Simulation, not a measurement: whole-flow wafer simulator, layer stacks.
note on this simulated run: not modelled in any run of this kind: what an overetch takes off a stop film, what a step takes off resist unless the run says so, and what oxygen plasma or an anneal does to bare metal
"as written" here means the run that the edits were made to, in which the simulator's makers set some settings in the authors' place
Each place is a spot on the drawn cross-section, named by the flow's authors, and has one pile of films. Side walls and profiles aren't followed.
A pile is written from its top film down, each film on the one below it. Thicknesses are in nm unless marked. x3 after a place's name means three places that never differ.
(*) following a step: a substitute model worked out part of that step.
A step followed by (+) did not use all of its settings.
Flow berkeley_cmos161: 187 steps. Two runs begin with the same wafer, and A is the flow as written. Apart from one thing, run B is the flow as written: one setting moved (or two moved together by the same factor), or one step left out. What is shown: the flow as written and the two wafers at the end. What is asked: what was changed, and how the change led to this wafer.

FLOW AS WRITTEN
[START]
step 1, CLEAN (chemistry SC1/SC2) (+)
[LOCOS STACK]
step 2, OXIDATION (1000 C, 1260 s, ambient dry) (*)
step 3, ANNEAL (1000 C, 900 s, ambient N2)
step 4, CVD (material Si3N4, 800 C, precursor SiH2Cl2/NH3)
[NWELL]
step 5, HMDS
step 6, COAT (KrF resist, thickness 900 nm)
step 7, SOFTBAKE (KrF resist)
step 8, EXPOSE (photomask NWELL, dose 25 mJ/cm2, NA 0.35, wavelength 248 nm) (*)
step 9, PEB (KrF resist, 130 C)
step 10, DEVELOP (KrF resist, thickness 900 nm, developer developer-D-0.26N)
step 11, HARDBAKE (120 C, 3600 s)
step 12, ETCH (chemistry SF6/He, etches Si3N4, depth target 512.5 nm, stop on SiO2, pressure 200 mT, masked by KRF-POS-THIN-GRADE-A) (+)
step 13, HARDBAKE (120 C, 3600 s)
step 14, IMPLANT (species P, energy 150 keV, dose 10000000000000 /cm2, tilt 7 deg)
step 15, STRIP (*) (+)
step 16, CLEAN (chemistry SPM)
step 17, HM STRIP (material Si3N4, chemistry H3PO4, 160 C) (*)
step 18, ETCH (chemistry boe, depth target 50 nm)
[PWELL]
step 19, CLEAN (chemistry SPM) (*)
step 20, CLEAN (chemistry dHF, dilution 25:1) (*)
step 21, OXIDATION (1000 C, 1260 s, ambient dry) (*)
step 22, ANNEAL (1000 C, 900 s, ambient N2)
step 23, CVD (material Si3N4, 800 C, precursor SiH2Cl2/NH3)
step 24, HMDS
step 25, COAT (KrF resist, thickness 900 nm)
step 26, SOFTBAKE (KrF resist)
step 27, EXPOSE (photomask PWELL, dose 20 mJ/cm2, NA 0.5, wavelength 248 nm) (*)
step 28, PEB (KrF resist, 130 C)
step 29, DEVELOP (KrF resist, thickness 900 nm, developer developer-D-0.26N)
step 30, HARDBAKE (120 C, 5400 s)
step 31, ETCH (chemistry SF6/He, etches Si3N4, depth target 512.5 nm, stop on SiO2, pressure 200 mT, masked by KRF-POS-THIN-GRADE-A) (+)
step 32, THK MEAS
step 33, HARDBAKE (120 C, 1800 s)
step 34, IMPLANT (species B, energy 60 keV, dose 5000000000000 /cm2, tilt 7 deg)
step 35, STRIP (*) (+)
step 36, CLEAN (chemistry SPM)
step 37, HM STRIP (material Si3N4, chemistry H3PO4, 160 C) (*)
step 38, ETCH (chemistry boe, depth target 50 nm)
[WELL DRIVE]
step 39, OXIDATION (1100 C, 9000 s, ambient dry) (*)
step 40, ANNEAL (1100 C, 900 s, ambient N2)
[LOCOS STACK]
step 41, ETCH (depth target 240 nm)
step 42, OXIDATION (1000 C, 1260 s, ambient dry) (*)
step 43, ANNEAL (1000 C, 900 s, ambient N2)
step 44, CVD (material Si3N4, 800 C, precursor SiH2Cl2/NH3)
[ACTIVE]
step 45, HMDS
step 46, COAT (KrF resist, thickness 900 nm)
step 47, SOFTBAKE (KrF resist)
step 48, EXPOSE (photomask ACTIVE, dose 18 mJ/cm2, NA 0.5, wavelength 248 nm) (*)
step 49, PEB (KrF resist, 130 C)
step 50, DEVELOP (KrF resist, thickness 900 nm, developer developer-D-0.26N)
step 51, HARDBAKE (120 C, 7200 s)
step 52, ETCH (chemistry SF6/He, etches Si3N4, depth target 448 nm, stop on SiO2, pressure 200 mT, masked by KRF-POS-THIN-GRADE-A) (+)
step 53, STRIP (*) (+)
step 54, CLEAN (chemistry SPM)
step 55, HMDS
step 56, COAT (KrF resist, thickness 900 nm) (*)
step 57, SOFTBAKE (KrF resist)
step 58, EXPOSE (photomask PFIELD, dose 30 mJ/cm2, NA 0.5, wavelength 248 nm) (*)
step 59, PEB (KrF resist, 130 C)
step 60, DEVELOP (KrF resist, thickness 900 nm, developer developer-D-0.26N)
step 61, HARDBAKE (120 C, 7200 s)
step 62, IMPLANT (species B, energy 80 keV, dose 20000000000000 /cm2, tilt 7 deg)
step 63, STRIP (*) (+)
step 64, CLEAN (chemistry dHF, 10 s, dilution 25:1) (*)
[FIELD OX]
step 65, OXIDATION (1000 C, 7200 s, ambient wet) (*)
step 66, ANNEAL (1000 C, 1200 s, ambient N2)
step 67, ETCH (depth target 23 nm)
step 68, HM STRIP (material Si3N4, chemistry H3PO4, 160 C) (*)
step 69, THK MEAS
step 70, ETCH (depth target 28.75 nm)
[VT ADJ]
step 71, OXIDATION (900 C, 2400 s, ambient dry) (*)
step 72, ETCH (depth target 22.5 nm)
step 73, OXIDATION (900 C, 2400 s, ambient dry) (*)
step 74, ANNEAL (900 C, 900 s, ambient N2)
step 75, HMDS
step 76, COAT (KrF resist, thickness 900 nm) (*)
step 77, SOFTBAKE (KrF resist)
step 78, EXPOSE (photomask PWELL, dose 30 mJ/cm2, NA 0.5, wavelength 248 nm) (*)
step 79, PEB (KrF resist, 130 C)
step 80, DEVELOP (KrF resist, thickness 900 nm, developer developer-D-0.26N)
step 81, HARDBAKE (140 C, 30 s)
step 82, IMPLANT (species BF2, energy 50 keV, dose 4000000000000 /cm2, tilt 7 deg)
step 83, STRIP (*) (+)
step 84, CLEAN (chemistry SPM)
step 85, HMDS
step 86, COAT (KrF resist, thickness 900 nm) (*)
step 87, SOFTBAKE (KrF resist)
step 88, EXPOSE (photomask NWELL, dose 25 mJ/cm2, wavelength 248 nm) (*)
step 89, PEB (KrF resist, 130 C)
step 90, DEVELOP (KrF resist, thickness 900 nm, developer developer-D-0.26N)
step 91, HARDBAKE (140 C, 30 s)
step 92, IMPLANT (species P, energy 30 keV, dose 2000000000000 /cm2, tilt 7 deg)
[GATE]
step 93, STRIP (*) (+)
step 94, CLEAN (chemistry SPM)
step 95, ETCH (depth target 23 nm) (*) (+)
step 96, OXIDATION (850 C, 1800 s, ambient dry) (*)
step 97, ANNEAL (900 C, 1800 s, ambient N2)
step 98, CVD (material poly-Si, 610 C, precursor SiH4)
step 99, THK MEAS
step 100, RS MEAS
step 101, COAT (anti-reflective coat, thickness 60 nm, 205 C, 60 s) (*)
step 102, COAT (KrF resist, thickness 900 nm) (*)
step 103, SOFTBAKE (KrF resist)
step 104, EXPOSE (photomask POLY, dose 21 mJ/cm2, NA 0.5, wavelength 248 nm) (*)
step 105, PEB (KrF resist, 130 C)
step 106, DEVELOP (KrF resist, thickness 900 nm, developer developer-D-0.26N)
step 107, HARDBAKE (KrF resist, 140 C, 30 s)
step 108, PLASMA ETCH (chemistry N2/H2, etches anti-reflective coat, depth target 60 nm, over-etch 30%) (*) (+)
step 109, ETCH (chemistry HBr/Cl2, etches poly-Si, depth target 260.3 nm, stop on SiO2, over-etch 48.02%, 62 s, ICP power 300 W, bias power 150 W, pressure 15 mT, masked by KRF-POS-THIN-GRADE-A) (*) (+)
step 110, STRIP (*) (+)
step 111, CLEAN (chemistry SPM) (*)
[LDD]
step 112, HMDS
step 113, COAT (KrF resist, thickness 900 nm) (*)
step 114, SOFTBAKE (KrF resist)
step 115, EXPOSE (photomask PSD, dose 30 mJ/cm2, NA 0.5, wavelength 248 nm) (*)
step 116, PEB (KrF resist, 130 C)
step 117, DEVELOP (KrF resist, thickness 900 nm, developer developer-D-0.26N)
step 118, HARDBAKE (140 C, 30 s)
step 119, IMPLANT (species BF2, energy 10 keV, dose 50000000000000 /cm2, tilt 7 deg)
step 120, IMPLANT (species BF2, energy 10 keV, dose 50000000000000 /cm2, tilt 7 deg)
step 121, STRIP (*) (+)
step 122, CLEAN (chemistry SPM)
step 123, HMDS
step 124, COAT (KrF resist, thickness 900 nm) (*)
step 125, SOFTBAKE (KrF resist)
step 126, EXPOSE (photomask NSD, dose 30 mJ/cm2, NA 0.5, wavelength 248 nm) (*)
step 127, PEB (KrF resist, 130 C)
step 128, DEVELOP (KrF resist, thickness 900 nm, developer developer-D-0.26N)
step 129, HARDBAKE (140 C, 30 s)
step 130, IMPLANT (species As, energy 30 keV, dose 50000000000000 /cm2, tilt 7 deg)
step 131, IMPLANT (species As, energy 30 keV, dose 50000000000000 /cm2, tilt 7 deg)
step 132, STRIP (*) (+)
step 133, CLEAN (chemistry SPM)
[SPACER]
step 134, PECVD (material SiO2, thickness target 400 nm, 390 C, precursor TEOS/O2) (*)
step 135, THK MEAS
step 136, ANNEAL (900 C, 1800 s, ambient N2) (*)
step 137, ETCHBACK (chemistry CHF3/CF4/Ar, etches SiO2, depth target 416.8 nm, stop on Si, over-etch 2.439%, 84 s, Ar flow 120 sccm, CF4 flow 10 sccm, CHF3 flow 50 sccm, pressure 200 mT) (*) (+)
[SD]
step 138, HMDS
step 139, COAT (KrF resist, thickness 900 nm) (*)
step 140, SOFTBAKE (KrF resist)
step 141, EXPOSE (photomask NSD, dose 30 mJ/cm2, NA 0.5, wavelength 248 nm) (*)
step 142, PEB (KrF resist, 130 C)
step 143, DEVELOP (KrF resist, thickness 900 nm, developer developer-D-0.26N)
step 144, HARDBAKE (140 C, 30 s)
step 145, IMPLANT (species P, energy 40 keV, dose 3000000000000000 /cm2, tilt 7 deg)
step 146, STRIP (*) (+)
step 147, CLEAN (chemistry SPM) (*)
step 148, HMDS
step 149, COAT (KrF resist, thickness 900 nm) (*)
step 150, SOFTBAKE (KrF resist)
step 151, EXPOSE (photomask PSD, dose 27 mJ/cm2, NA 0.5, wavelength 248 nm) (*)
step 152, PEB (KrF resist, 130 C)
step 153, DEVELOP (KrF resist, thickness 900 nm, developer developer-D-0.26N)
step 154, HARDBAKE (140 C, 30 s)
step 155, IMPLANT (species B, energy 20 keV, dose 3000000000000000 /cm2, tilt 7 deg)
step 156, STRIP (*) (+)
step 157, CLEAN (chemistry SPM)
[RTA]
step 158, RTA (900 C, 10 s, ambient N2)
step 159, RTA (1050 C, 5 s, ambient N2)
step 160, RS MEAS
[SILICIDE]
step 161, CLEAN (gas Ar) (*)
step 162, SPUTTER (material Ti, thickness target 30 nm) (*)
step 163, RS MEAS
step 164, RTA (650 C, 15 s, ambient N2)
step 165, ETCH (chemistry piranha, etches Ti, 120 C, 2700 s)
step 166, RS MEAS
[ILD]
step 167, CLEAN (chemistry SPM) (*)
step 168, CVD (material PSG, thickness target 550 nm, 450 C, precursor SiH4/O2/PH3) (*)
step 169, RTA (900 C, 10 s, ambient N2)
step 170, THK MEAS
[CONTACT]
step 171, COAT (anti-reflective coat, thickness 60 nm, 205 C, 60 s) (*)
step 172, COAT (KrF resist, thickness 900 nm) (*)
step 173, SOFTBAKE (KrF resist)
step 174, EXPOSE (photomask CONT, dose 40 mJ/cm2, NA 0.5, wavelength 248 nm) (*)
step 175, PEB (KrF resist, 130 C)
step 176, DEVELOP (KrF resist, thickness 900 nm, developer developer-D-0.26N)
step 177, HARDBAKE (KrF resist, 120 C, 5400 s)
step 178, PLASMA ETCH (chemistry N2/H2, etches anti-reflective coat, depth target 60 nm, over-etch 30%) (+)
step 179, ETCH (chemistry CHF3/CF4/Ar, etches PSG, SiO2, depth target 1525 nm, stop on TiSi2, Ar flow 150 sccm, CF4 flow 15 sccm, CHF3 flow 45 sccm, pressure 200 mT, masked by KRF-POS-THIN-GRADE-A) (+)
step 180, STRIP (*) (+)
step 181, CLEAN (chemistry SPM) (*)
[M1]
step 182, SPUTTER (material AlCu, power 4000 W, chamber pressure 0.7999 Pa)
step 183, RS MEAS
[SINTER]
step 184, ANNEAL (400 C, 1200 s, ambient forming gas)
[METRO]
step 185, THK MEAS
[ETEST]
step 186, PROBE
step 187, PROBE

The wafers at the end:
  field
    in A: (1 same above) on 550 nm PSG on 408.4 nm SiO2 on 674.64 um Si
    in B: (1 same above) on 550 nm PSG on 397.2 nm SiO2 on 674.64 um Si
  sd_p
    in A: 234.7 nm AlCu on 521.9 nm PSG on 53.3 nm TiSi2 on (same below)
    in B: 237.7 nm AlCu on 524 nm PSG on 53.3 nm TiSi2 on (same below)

The reason: step 46, COAT: thickness 1350 nm was run, though the flow has thickness 900 nm; step 72, ETCH: depth target 33.8 nm was run, where the flow has depth target 22.5 nm.

The path from the change to this, step by step:
  step 46, COAT (KrF resist, thickness 900 nm)
      field, sd_n, spacer_n and 6 more: A +900 KrF resist (new film) | B +1350 KrF resist (new film)
  step 49, PEB (KrF resist, 130 C)
      field, sd_n, spacer_n and 6 more: A -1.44 KrF resist | B -2.34 KrF resist
  step 50, DEVELOP (KrF resist, thickness 900 nm, developer developer-D-0.26N)
      field: A -898.6 KrF resist (all of it) | B -1347.7 KrF resist (all of it)
  step 51, HARDBAKE (120 C, 7200 s)
      sd_n, spacer_n, gate_n, sd_p, spacer_p, gate_p, contact, m1: A -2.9 KrF resist | B -4.86 KrF resist
  step 53, STRIP (*) (+)
      sd_n, spacer_n, gate_n, sd_p, spacer_p, gate_p, contact, m1: A -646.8 KrF resist (all of it) | B -1093.9 KrF resist (all of it)
  step 72, ETCH (depth target 22.5 nm)
      field: A -22.5 SiO2 | B -33.8 SiO2
  step 101, COAT (anti-reflective coat, thickness 60 nm, 205 C, 60 s) (*)
      sd_n: A +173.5 anti-reflective coat (new film) | B +165.6 anti-reflective coat (new film)
      spacer_n: A +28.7 anti-reflective coat (new film) | B +30.9 anti-reflective coat (new film)
      (also at 4 further places)
  step 108, PLASMA ETCH (chemistry N2/H2, etches anti-reflective coat, depth target 60 nm, over-etch 30%) (*) (+)
      sd_n: A -173.5 anti-reflective coat (all of it), -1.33 poly-Si | B -165.6 anti-reflective coat (all of it), -1.27 poly-Si
      spacer_n: A -28.7 anti-reflective coat (all of it), -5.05 poly-Si | B -30.9 anti-reflective coat (all of it), -4.73 poly-Si
      (also at 2 further places)
  step 110, STRIP (*) (+)
      gate_n: A +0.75 chemical SiO2 (new film), -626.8 KrF resist (all of it), -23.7 anti-reflective coat (all of it), -0.33 poly-Si | B +0.75 chemical SiO2 (new film), -619.6 KrF resist (all of it), -25.9 anti-reflective coat (all of it), -0.33 poly-Si
      gate_p: A +0.75 chemical SiO2 (new film), -598.2 KrF resist (all of it), -27.9 anti-reflective coat (all of it), -0.33 poly-Si | B +0.75 chemical SiO2 (new film), -593.7 KrF resist (all of it), -29.2 anti-reflective coat (all of it), -0.33 poly-Si
  step 171, COAT (anti-reflective coat, thickness 60 nm, 205 C, 60 s) (*)
      sd_n: A +149.7 anti-reflective coat (new film) | B +140.6 anti-reflective coat (new film)
      m1: A +97.8 anti-reflective coat (new film) | B +94.9 anti-reflective coat (new film)
  step 180, STRIP (*) (+)
      sd_n: A -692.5 KrF resist (all of it), -149.7 anti-reflective coat (all of it) | B -693.9 KrF resist (all of it), -140.6 anti-reflective coat (all of it)
      m1: A -739.9 KrF resist (all of it), -97.8 anti-reflective coat (all of it) | B -735.7 KrF resist (all of it), -94.9 anti-reflective coat (all of it)
